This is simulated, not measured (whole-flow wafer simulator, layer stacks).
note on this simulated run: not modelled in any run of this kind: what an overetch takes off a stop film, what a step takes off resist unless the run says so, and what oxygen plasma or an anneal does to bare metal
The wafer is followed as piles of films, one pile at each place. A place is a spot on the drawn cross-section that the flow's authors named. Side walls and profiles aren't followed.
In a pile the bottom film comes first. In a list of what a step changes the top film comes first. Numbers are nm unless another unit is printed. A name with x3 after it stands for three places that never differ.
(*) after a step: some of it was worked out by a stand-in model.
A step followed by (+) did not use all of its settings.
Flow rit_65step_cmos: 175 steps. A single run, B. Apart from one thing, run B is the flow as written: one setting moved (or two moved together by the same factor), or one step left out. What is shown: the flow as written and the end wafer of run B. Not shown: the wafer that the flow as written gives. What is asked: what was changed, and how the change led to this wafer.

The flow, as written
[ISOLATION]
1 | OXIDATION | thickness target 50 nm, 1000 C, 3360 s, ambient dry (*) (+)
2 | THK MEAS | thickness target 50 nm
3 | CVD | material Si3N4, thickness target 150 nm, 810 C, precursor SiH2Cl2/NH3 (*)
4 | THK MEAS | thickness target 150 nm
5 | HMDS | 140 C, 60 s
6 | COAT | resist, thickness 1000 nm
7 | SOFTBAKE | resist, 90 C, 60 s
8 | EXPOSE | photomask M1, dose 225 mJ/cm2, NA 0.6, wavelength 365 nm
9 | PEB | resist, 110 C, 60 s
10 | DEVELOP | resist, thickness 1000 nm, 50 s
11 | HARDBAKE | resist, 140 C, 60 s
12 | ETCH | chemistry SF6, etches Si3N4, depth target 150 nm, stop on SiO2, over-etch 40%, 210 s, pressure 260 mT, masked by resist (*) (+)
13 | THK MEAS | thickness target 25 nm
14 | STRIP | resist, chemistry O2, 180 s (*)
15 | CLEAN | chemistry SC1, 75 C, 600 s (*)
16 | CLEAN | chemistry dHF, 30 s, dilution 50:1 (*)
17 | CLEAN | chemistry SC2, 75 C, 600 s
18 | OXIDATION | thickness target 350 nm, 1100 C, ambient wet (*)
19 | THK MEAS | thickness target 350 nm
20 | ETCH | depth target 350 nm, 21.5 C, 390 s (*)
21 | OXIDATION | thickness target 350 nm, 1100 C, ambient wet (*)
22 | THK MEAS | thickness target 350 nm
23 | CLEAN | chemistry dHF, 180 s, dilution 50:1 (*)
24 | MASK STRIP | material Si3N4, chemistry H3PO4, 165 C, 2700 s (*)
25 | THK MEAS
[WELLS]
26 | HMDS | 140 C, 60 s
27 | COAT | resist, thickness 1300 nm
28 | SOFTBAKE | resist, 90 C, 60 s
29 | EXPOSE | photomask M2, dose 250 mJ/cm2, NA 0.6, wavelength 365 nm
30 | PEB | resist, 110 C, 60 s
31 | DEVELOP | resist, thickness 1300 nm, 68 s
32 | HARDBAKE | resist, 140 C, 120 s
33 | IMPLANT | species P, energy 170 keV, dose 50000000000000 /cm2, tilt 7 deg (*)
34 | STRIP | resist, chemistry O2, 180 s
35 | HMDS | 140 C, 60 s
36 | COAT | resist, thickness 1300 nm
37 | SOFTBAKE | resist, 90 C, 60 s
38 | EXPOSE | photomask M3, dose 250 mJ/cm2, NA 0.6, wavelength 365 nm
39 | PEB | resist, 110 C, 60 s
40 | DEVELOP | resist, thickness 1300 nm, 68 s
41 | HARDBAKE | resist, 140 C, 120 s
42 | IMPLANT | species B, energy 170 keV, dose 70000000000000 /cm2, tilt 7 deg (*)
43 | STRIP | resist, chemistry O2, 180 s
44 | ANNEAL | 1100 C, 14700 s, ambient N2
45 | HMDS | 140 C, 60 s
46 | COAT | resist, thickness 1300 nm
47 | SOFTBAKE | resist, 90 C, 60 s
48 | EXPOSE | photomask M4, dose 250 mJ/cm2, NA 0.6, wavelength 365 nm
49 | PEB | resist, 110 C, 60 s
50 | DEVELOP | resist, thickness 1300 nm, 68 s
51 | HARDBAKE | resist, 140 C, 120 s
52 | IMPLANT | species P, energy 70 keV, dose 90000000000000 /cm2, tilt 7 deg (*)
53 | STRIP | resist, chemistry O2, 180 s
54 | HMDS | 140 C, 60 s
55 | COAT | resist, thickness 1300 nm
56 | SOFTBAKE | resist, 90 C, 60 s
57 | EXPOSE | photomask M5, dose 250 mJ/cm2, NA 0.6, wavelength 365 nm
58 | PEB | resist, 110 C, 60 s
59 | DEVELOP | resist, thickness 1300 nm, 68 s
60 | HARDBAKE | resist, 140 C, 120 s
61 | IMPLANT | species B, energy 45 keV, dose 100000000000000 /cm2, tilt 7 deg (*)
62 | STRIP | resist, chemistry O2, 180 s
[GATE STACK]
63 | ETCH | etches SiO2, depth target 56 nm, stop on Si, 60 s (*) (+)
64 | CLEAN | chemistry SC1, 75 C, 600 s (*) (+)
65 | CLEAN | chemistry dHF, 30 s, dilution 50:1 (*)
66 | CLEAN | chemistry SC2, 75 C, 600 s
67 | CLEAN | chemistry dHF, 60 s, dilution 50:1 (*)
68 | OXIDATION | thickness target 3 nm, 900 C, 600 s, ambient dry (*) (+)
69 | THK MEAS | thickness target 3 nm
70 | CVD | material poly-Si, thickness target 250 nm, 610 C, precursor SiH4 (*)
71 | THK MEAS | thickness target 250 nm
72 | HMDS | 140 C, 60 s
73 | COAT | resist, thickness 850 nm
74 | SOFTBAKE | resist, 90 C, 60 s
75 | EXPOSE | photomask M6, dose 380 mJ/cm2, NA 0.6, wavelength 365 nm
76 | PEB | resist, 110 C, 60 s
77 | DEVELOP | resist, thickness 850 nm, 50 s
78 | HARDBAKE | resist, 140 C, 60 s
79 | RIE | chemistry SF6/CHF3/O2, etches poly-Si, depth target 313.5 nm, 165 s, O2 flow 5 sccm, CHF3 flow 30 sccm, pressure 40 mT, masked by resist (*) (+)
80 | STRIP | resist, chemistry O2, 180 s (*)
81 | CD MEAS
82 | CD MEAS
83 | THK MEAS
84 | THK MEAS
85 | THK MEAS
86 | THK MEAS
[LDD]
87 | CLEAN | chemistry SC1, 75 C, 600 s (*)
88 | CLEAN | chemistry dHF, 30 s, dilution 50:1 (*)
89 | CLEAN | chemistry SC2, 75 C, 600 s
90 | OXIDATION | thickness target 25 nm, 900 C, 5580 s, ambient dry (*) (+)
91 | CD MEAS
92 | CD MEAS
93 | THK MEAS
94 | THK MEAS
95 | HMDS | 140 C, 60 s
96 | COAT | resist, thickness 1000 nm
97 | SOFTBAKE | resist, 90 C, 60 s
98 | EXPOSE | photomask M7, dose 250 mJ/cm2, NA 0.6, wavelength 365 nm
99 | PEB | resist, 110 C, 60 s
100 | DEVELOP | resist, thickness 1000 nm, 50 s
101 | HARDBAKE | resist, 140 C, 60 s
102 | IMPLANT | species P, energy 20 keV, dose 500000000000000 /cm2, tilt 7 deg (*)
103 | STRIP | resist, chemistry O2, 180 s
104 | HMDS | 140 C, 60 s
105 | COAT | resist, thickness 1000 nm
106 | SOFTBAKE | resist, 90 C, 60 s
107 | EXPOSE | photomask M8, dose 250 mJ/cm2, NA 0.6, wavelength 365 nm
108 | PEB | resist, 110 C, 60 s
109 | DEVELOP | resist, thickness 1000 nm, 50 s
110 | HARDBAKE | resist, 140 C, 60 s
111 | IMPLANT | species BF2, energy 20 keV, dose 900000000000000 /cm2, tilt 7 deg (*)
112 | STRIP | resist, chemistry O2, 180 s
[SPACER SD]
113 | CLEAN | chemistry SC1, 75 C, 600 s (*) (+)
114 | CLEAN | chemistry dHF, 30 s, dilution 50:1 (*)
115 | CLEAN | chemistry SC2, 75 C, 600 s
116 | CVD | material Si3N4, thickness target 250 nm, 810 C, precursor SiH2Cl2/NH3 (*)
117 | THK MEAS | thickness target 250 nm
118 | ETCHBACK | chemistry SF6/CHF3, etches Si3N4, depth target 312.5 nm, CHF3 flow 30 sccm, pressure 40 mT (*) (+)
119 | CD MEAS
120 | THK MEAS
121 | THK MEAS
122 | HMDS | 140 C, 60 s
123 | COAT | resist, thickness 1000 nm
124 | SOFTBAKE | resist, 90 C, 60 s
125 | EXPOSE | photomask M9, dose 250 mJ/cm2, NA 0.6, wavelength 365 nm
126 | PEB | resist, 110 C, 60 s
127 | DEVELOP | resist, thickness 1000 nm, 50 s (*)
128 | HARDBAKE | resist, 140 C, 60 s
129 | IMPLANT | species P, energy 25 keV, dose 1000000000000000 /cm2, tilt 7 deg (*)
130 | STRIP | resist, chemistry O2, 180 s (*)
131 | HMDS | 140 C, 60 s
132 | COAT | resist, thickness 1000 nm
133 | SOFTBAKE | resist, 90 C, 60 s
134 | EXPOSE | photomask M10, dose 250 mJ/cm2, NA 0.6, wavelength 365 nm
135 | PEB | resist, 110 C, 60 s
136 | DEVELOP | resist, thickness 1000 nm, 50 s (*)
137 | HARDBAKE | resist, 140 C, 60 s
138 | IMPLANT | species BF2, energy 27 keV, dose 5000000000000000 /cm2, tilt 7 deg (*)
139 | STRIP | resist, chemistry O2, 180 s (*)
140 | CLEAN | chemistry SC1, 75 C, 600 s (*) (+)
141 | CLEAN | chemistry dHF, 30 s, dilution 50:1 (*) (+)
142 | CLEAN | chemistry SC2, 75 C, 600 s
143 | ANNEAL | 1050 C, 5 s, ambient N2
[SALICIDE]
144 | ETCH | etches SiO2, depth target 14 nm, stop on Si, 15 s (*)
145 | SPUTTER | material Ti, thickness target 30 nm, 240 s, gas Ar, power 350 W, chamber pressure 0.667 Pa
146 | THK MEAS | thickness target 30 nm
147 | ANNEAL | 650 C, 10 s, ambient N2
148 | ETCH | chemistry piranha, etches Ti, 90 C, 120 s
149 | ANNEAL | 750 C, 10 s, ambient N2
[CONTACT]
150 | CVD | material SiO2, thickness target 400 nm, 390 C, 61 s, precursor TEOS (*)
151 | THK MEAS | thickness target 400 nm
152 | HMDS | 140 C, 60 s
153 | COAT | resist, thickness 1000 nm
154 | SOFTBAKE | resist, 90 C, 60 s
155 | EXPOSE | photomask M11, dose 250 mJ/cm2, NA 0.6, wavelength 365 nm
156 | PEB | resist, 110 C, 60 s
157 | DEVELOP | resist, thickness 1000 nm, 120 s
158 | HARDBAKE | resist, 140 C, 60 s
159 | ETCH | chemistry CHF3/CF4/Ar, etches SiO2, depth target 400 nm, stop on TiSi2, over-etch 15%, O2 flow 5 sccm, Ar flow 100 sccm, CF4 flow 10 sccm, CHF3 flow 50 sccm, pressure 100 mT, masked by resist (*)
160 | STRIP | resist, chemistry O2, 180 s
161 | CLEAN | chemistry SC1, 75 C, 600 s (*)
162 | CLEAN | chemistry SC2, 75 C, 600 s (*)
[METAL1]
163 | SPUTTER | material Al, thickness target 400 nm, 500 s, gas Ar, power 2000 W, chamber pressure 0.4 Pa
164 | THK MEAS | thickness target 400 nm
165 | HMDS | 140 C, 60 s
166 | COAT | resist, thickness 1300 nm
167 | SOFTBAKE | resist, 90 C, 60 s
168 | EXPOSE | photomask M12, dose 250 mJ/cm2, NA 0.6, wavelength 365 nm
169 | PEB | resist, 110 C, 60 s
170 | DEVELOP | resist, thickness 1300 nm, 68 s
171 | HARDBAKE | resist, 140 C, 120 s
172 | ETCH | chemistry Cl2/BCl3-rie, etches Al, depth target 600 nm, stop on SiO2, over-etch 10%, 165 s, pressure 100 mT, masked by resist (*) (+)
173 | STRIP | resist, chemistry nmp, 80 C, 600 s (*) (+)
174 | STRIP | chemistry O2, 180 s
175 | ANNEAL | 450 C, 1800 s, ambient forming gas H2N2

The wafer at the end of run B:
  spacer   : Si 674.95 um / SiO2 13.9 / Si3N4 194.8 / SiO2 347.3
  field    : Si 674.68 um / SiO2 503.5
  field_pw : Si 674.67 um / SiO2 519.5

The reason: step 163, SPUTTER: thickness target 271 nm was run, while the flow as written has thickness target 400 nm; step 163, SPUTTER: 338 s was run, where the flow has 500 s.

How this came from the change, step by step:
  163 | SPUTTER | material Al, thickness target 400 nm, 500 s, gas Ar, power 2000 W, chamber pressure 0.4 Pa
      field, field_p, spacer, spacer_p: Al gains 271 (new film) (as written it would have been: Al gains 400 (new film))
      gate_n, gate_p: Al gains 271 (new film) (as written it would have been: Al gains 396 (new film))
      (as well as at 2 more places)
  172 | ETCH | chemistry Cl2/BCl3-rie, etches Al, depth target 600 nm, stop on SiO2, over-etch 10%, 165 s, pressure 100 mT, masked by resist (*) (+)
      field, field_p, spacer, spacer_p: Al loses 271 (all of it), SiO2 loses 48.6 (as written it would have been: Al loses 400 (all of it), SiO2 loses 32.5)
      gate_n, gate_p: Al loses 271 (all of it), SiO2 loses 48.6 (as written it would have been: Al loses 396 (all of it), SiO2 loses 33)
      (as well as at 2 more places)
